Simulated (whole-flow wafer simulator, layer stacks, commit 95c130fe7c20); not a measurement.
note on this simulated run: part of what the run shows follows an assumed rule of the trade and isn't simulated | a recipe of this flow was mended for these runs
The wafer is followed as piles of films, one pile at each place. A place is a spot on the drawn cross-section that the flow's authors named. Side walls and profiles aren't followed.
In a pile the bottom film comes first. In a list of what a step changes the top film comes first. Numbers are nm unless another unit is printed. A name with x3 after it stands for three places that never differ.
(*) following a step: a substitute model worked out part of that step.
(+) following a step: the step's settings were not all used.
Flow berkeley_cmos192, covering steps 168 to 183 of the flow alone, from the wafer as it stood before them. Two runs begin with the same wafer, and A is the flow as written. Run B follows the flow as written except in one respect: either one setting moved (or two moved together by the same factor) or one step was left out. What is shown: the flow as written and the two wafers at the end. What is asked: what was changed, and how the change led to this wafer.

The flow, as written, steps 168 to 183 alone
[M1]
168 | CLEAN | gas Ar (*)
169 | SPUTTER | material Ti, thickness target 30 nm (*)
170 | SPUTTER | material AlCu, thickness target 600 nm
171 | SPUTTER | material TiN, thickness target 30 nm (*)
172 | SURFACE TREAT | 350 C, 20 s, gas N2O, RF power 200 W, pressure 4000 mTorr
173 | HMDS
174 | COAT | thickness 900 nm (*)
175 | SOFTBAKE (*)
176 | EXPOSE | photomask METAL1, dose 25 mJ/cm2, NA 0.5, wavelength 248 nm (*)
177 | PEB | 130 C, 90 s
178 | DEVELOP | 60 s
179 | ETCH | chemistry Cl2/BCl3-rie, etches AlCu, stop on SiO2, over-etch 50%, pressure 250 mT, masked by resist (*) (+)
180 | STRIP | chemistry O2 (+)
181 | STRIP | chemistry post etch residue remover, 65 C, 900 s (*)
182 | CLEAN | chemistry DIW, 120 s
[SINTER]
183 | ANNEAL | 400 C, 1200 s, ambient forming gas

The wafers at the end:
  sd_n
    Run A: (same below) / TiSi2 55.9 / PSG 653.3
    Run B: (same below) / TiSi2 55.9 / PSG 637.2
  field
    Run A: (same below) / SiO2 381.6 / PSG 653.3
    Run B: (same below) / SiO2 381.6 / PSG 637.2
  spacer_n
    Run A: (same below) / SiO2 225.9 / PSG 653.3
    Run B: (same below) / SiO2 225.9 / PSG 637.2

What caused this: step 170, SPUTTER: thickness target 960 nm was run, while the flow as written has thickness target 600 nm.

The path from the change to this, step by step:
  170 | SPUTTER | material AlCu, thickness target 600 nm
      field, sd_n, spacer_n, gate, spacer_p, gate_p, m1: A +600 AlCu (new film) | B +960 AlCu (new film)
      sd_p: A +557.4 AlCu (new film) | B +910.2 AlCu (new film)
      (as well as at 1 more place)
  171 | SPUTTER | material TiN, thickness target 30 nm (*)
      contact: A +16 TiN (new film) | B +12.3 TiN (new film)
  174 | COAT | thickness 900 nm (*)
      contact: A +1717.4 KrF-resist (new film) | B +1859.8 KrF-resist (new film)
  179 | ETCH | chemistry Cl2/BCl3-rie, etches AlCu, stop on SiO2, over-etch 50%, pressure 250 mT, masked by resist (*) (+)
      field, sd_n, spacer_n, gate, spacer_p, gate_p: A -30 TiN (all of it), -600 AlCu (all of it), -30 Ti (all of it), -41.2 PSG | B -30 TiN (all of it), -960 AlCu (all of it), -30 Ti (all of it), -57.4 PSG
      sd_p: A -26.2 TiN (all of it), -557.4 AlCu (all of it), -26.8 Ti (all of it), -47.4 PSG | B -26.1 TiN (all of it), -910.2 AlCu (all of it), -26.8 Ti (all of it), -3.35 PSG
  180 | STRIP | chemistry O2 (+)
      contact: A -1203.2 KrF-resist (all of it) | B -1345.2 KrF-resist (all of it)
